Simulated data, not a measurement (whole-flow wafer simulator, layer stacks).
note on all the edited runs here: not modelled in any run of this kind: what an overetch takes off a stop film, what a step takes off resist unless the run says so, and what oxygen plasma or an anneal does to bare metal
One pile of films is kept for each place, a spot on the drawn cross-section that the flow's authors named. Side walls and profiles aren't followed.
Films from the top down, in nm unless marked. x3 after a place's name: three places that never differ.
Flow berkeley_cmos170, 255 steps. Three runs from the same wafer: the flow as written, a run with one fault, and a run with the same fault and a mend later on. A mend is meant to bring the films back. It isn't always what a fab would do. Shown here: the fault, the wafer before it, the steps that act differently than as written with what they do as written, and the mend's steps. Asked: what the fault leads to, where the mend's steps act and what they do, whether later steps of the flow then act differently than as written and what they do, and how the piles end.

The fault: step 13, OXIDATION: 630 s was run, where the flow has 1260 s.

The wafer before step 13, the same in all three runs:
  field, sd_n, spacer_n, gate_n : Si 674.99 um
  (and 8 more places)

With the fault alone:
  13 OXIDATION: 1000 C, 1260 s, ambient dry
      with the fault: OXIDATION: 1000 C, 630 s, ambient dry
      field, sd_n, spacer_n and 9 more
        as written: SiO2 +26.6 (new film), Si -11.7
        with the fault: SiO2 +18.4 (new film), Si -8.08
  Later steps of the flow that act differently than as written:
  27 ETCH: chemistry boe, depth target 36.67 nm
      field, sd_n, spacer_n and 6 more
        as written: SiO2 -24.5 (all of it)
        with the fault: SiO2 -16.3 (all of it)
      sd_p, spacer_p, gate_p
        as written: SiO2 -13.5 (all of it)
        with the fault: SiO2 -5.29 (all of it)
  At the end the piles differ from the flow's only slightly at the places that both follow, by at most 2% or 0.5 nm, whichever is larger.

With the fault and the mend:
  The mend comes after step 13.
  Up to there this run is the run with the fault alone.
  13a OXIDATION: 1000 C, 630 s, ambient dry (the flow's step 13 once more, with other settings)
      field, sd_n, spacer_n and 9 more
        SiO2 +8.19, Si -3.6
  No later step of the flow acts differently than as written at any place that is followed.
  At the end the piles are the same as the flow's at every place that both follow.
